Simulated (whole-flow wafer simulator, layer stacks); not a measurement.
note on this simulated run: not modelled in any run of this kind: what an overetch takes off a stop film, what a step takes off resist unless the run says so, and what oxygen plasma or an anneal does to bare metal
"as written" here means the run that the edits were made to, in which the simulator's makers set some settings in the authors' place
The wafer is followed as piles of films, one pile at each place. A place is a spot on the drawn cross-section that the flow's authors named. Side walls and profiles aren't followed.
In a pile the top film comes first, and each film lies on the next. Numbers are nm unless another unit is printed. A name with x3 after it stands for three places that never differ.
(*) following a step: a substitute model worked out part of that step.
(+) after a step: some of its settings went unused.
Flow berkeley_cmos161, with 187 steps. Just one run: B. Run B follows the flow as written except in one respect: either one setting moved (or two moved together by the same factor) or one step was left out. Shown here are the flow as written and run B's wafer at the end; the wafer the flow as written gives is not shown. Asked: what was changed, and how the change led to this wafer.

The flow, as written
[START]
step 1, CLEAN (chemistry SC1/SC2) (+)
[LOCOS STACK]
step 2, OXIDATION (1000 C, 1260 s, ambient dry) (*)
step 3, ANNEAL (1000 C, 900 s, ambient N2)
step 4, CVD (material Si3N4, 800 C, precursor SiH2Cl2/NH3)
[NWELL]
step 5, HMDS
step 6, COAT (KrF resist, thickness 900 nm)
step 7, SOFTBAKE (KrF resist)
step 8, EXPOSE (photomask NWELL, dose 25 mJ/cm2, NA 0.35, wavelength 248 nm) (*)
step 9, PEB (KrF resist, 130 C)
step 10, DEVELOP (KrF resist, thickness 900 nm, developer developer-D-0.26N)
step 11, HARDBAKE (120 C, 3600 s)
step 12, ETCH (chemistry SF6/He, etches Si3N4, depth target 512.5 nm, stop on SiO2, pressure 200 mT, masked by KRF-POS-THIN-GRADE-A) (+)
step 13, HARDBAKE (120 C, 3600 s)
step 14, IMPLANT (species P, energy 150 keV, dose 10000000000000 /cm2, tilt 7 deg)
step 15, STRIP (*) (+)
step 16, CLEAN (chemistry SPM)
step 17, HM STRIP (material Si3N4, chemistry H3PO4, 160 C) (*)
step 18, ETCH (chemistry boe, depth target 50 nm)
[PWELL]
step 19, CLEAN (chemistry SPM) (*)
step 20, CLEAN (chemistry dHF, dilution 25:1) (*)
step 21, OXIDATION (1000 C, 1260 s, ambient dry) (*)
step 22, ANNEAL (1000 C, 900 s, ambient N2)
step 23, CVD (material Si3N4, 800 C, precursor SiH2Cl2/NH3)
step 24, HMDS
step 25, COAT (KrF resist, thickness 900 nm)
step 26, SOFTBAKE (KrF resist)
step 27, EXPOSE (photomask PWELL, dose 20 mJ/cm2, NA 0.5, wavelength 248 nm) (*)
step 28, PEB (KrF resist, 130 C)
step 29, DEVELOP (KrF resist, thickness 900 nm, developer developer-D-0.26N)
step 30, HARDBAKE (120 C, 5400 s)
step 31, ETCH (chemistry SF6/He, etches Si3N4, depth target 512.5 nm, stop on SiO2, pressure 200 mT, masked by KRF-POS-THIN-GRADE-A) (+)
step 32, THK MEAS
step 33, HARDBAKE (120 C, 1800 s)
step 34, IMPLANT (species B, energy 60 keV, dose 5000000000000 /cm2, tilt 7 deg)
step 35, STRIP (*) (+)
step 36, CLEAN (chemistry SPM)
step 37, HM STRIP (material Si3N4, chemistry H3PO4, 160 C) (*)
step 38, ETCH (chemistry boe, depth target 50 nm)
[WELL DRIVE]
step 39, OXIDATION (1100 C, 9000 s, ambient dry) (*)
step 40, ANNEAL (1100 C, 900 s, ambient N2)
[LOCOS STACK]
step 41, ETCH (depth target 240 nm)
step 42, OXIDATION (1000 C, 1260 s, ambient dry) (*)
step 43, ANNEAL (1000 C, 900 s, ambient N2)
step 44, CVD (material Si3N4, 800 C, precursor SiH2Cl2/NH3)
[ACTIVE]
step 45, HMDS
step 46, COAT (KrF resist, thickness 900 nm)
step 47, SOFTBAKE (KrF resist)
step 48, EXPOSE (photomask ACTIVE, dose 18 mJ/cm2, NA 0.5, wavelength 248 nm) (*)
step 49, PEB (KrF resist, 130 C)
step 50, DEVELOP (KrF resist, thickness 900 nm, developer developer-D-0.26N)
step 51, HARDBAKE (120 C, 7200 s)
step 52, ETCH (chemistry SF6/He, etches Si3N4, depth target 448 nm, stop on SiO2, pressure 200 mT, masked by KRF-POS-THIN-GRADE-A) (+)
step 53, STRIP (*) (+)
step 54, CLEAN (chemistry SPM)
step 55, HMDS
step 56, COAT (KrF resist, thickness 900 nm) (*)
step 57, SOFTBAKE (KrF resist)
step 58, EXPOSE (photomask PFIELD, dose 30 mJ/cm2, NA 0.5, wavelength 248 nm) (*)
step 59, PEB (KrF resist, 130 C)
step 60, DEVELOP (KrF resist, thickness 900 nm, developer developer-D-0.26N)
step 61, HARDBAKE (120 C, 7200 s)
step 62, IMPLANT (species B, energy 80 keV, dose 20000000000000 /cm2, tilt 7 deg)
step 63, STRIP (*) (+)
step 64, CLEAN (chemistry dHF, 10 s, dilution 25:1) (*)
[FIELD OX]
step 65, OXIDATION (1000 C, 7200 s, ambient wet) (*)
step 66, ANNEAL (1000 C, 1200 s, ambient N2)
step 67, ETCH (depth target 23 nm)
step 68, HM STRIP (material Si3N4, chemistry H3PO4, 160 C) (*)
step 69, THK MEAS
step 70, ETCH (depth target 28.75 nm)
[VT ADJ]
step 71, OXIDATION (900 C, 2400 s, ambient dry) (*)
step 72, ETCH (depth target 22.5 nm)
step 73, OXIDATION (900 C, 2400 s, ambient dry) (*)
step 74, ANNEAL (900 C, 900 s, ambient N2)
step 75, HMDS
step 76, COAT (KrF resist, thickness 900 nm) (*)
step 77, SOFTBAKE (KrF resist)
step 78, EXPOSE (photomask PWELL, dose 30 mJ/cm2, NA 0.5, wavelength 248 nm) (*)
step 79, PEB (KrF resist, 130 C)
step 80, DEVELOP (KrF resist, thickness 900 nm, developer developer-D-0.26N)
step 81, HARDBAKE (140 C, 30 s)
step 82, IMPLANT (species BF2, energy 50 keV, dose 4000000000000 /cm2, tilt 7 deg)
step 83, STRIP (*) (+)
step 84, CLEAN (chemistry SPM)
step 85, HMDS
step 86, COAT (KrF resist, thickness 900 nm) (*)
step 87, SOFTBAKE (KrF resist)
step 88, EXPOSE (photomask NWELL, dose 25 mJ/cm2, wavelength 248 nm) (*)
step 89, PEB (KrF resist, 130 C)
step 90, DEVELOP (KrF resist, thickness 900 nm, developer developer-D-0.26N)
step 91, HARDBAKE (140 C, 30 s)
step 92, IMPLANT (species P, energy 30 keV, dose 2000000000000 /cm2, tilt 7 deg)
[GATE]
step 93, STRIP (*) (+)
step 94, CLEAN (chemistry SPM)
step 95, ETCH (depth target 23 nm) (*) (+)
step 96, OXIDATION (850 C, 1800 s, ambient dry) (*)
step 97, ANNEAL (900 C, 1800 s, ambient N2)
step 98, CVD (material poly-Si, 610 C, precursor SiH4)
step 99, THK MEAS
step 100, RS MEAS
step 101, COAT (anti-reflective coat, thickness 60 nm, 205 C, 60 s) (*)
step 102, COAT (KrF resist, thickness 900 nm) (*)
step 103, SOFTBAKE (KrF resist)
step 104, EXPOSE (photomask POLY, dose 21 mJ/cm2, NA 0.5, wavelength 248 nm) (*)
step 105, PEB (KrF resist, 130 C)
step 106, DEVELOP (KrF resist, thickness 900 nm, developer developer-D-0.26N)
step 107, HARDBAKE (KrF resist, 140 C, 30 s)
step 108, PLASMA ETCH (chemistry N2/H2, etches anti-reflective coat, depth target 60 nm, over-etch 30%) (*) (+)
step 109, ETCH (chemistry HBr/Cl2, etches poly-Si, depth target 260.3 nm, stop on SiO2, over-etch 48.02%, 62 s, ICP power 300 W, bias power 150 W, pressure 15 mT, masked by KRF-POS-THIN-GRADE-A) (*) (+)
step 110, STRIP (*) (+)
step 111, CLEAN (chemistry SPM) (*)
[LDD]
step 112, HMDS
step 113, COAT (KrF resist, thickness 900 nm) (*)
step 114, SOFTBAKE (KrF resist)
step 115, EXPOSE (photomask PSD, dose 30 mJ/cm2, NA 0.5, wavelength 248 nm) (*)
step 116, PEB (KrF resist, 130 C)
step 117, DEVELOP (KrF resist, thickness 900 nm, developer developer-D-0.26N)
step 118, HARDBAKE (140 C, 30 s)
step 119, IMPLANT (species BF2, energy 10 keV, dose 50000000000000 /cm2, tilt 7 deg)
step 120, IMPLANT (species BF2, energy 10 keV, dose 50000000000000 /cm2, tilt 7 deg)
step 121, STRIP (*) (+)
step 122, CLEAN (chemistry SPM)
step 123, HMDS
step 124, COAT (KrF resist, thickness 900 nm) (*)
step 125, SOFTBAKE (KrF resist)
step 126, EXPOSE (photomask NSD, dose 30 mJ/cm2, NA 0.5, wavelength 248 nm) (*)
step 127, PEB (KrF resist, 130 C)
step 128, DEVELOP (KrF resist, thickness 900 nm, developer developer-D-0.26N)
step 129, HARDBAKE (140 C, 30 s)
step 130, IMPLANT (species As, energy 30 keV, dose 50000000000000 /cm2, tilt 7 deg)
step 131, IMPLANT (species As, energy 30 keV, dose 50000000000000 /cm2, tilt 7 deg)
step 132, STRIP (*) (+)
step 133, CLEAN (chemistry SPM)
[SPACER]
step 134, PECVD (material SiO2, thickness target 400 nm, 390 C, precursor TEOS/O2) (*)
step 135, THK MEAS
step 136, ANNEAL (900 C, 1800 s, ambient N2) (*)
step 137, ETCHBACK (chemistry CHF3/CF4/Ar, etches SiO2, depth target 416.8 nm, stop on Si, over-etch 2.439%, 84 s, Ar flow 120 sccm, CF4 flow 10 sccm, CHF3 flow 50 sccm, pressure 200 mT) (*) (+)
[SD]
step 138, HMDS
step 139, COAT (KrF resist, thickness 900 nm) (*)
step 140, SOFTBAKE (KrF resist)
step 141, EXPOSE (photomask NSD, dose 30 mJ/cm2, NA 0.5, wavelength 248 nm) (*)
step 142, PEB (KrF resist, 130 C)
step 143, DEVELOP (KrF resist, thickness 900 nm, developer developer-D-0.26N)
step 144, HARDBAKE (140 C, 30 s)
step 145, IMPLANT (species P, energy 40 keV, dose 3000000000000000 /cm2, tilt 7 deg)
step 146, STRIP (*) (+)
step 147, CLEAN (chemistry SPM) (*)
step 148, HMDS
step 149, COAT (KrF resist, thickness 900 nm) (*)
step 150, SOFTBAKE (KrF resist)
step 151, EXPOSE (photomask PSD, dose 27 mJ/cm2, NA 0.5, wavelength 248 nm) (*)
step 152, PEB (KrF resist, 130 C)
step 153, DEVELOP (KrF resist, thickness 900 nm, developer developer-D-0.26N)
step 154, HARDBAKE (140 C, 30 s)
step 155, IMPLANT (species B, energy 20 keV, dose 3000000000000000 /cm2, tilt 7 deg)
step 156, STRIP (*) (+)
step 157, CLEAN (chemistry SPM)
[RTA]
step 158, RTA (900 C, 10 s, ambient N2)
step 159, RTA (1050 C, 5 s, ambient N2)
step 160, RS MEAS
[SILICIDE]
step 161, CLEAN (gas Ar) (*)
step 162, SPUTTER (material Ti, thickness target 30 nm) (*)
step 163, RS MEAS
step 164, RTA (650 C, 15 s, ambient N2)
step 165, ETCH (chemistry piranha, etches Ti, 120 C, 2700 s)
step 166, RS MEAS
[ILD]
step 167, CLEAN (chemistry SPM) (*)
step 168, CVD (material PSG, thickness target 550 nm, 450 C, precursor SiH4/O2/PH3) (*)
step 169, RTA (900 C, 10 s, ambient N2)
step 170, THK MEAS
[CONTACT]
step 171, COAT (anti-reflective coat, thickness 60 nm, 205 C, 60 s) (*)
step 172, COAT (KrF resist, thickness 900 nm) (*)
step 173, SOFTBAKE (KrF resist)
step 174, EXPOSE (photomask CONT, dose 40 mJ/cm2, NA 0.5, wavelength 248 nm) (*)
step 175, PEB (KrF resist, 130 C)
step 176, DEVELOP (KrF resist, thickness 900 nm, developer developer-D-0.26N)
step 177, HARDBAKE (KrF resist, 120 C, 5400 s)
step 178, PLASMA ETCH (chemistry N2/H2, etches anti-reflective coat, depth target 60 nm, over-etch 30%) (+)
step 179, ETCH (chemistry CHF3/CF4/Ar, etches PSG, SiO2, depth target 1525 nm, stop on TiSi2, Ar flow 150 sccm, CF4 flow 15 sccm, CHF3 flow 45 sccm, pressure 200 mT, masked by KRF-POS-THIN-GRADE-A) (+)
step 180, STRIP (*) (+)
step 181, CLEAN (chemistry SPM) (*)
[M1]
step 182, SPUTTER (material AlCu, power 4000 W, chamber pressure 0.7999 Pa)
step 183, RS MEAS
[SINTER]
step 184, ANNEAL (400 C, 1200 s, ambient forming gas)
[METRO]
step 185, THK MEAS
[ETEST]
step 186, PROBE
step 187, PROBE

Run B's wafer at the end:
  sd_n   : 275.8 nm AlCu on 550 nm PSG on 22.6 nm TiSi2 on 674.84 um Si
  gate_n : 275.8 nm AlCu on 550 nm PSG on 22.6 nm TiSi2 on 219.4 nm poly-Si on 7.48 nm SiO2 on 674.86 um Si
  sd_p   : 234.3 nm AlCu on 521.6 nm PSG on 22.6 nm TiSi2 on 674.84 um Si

What caused this: step 164, RTA: 585 C was run, though the flow has 650 C.

How this came from the change, step by step:
  step 164, RTA (650 C, 15 s, ambient N2)
      sd_n, sd_p, contact, m1: -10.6 Ti, +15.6 TiSi first (new film), +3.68 TiSi2 C49 (new film), -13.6 Si (as written it would have been: -23.4 Ti, +6.2 TiSi first (new film), +50.3 TiSi2 C49 (new film), -49 Si)
      gate_n, gate_p: -10.6 Ti, +15.6 TiSi first (new film), +3.68 TiSi2 C49 (new film), -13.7 poly-Si (as written it would have been: -23.4 Ti, +6.2 TiSi first (new film), +50.3 TiSi2 C49 (new film), -49.2 poly-Si)
  step 165, ETCH (chemistry piranha, etches Ti, 120 C, 2700 s)
      sd_n, gate_n, sd_p, gate_p, contact, m1: -19.4 Ti (all of it), -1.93 TiSi first (as written it would have been: -6.6 Ti (all of it), -1.93 TiSi first)
  step 169, RTA (900 C, 10 s, ambient N2)
      sd_n, sd_p, contact, m1: under 1 film: +22.6 TiSi2 (new film), -13.7 TiSi first (all of it), -3.68 TiSi2 C49 (all of it), -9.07 Si (as written it would have been: under 1 film: +53.3 TiSi2 (new film), -4.27 TiSi first (all of it), -50.3 TiSi2 C49 (all of it), -2.83 Si)
      gate_n, gate_p: under 1 film: +22.6 TiSi2 (new film), -13.7 TiSi first (all of it), -3.68 TiSi2 C49 (all of it), -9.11 poly-Si (as written it would have been: under 1 film: +53.3 TiSi2 (new film), -4.27 TiSi first (all of it), -50.3 TiSi2 C49 (all of it), -2.85 poly-Si)
